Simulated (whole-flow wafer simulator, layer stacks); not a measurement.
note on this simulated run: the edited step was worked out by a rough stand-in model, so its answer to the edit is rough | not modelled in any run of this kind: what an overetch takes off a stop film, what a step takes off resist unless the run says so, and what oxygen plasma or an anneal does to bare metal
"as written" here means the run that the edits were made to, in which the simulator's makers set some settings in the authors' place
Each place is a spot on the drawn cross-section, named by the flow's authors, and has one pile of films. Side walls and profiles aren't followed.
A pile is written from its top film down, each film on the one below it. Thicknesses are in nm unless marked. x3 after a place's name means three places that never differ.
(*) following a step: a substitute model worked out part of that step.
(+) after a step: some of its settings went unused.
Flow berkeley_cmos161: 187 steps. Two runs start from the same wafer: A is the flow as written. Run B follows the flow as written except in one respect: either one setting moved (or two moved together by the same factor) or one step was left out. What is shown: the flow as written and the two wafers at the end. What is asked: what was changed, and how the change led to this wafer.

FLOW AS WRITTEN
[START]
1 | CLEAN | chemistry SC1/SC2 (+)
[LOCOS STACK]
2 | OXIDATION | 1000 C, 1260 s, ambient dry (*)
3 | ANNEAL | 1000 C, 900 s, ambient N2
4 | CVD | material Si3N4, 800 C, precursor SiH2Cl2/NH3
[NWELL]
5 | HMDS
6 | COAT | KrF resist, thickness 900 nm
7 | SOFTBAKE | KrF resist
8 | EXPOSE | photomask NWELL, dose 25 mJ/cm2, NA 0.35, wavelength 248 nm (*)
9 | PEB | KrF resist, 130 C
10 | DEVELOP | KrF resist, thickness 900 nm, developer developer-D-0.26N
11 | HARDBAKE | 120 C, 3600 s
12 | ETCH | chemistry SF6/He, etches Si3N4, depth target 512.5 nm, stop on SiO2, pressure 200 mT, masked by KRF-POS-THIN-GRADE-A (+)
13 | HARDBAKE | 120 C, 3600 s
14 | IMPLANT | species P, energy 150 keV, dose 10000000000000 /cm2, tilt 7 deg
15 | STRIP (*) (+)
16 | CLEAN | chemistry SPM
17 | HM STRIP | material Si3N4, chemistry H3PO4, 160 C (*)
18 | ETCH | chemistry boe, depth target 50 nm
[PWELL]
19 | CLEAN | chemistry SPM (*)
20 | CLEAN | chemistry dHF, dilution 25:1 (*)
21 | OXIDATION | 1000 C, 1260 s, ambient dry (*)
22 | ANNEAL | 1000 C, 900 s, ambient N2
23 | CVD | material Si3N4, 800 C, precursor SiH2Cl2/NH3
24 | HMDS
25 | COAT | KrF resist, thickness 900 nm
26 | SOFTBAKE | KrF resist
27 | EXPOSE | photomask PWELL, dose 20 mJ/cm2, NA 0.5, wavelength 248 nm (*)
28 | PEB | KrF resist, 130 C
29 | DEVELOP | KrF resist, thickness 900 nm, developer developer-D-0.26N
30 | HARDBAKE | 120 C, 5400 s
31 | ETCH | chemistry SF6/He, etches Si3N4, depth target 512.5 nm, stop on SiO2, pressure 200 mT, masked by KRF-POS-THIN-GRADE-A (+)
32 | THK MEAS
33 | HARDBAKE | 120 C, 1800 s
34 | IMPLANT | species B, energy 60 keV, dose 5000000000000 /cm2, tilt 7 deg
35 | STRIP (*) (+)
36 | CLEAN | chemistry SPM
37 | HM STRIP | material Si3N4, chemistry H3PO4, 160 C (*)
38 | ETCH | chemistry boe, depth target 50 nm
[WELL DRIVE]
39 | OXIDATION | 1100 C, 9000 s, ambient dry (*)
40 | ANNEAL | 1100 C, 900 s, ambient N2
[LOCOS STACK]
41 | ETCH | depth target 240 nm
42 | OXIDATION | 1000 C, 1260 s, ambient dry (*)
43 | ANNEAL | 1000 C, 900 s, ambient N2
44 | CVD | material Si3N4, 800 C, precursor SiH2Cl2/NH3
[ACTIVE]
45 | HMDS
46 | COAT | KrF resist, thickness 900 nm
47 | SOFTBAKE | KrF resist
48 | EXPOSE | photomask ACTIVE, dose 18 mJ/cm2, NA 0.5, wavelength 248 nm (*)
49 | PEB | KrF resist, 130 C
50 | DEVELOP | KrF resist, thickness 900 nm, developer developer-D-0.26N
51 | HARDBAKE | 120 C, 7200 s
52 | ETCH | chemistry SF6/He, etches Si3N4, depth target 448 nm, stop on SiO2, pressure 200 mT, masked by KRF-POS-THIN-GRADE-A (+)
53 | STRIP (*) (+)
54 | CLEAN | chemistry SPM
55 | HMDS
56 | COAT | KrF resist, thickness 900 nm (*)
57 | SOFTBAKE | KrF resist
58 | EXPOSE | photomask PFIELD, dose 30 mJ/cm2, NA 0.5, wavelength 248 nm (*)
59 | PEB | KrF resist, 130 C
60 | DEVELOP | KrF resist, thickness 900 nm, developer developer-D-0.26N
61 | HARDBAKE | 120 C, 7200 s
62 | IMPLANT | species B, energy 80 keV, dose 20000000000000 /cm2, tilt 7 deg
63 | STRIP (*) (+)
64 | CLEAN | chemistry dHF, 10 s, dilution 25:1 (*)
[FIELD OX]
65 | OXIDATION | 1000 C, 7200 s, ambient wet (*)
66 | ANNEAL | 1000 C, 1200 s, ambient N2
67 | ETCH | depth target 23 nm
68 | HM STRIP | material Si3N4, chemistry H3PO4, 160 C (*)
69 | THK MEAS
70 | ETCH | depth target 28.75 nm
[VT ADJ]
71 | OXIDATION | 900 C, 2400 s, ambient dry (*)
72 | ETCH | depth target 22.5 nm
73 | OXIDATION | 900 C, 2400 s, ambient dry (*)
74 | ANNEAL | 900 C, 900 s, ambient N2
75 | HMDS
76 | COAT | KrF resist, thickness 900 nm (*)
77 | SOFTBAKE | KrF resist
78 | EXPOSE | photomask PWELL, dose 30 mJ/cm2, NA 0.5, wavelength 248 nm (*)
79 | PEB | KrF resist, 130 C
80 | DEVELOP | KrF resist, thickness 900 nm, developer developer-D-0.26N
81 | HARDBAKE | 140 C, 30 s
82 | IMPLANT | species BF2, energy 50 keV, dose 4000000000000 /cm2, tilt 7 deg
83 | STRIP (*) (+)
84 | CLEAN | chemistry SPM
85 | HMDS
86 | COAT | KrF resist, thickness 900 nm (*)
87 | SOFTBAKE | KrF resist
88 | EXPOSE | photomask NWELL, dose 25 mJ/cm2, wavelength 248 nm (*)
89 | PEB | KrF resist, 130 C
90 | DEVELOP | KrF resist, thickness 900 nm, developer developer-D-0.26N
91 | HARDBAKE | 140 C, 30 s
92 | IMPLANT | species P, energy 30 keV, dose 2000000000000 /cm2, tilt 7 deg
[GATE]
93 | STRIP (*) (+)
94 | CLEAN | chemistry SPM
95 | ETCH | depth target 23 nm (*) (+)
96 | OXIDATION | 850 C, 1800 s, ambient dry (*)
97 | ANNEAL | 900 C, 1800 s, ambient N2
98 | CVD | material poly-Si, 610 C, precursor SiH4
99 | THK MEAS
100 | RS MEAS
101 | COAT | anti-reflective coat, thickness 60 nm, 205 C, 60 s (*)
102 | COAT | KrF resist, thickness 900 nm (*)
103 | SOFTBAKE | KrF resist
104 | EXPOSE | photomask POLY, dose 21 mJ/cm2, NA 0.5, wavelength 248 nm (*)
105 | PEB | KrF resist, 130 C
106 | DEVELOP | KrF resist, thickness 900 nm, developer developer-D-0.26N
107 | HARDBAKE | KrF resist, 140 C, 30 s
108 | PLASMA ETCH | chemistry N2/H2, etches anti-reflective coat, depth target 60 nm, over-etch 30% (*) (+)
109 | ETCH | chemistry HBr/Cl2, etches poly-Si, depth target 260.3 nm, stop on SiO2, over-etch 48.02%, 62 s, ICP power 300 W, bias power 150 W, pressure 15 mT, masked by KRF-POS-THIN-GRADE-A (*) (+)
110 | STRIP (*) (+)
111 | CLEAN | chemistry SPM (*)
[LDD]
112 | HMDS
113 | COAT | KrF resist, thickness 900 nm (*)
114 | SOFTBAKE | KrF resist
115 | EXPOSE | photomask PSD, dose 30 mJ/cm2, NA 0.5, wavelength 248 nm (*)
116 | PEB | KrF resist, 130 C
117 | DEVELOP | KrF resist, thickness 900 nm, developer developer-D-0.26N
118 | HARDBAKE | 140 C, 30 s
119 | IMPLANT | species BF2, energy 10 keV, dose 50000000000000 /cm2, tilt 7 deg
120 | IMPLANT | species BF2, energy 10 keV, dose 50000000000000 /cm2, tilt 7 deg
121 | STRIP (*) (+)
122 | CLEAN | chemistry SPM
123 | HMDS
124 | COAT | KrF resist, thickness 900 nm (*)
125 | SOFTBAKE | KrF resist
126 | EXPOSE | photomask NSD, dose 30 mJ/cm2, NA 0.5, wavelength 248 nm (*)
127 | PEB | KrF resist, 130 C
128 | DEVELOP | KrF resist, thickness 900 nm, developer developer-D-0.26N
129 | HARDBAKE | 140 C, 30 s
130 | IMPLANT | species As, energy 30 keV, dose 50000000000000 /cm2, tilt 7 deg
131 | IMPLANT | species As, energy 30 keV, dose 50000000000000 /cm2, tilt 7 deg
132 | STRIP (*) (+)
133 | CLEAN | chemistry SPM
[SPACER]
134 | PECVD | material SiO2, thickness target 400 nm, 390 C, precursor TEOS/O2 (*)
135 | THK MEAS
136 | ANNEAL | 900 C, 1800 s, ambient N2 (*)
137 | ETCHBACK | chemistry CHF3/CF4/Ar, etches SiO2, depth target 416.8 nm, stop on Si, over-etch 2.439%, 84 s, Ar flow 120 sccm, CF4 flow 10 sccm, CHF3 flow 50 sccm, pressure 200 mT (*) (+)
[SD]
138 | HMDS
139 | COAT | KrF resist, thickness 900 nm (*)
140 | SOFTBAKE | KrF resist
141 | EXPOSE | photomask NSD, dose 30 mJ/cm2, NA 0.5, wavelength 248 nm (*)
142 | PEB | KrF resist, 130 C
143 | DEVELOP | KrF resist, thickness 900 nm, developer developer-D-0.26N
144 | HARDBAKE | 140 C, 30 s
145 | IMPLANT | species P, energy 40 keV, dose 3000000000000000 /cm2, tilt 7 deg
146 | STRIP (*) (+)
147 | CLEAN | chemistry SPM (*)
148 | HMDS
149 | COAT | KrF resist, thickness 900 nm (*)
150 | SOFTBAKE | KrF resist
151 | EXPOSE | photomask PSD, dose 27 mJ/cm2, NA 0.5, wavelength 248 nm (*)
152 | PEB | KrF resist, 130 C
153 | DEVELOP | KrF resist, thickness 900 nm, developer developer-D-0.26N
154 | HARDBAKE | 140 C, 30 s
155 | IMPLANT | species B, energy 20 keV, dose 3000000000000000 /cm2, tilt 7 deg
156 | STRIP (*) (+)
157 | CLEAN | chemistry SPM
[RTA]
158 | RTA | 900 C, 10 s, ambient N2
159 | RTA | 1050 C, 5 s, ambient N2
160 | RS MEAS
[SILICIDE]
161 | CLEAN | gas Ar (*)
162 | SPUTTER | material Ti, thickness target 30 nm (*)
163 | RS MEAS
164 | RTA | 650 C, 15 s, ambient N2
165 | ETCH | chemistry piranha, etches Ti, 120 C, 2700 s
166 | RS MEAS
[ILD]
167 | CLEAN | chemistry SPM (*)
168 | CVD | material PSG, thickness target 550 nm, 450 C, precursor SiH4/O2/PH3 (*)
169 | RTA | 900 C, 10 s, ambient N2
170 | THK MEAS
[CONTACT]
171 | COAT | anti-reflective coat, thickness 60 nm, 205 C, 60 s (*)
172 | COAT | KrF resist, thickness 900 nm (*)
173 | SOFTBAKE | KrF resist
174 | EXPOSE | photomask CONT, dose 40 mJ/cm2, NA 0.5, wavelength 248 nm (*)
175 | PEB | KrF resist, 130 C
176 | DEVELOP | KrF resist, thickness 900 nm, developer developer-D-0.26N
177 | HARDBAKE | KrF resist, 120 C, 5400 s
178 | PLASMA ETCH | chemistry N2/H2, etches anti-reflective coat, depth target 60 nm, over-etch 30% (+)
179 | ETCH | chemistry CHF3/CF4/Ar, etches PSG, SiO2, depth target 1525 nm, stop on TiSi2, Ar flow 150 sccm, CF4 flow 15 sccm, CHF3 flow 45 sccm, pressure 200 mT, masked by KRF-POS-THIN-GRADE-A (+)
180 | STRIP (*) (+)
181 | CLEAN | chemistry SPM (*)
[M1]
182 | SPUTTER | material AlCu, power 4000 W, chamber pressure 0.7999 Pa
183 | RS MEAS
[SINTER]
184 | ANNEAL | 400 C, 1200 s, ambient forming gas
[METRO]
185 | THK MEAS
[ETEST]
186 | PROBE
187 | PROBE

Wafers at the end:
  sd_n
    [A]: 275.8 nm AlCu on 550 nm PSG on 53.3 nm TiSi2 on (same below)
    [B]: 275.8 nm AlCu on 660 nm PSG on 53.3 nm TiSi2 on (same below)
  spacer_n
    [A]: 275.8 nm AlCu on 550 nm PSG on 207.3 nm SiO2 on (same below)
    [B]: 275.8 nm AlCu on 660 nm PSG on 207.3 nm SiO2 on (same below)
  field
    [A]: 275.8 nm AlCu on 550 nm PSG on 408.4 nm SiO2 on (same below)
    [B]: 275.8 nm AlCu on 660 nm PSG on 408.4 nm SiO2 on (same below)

What caused this: step 168, CVD: thickness target 660 nm was run, while the flow as written has thickness target 550 nm.
One can read it off the wafer: sd_n has PSG 660, and step 168 as written asks for 550 nm.

How this came from the change, step by step:
  168 | CVD | material PSG, thickness target 550 nm, 450 C, precursor SiH4/O2/PH3 (*)
      field, sd_n, spacer_n, gate_n, spacer_p, gate_p, contact, m1: A PSG gains 550 (new film) | B PSG gains 660 (new film)
      sd_p: A PSG gains 521.9 (new film) | B PSG gains 624.5 (new film)
  179 | ETCH | chemistry CHF3/CF4/Ar, etches PSG, SiO2, depth target 1525 nm, stop on TiSi2, Ar flow 150 sccm, CF4 flow 15 sccm, CHF3 flow 45 sccm, pressure 200 mT, masked by KRF-POS-THIN-GRADE-A (+)
      field, sd_n, spacer_n, gate_n, sd_p, spacer_p, gate_p, m1: A KrF resist loses 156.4 | B KrF resist loses 183.9
      contact: A PSG loses 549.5 (all of it), TiSi2 loses 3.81 | B PSG loses 659.5 (all of it), TiSi2 loses 3.81
  180 | STRIP (*) (+)
      field: A KrF resist loses 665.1 (all of it), anti-reflective coat loses 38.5 (all of it) | B KrF resist loses 637.1 (all of it), anti-reflective coat loses 38.8 (all of it)
      sd_n: A KrF resist loses 692.5 (all of it), anti-reflective coat loses 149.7 (all of it) | B KrF resist loses 662.5 (all of it), anti-reflective coat loses 151.7 (all of it)
      (as well as at 6 more places)
  182 | SPUTTER | material AlCu, power 4000 W, chamber pressure 0.7999 Pa
      contact: A AlCu gains 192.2 (new film) | B AlCu gains 178.8 (new film)
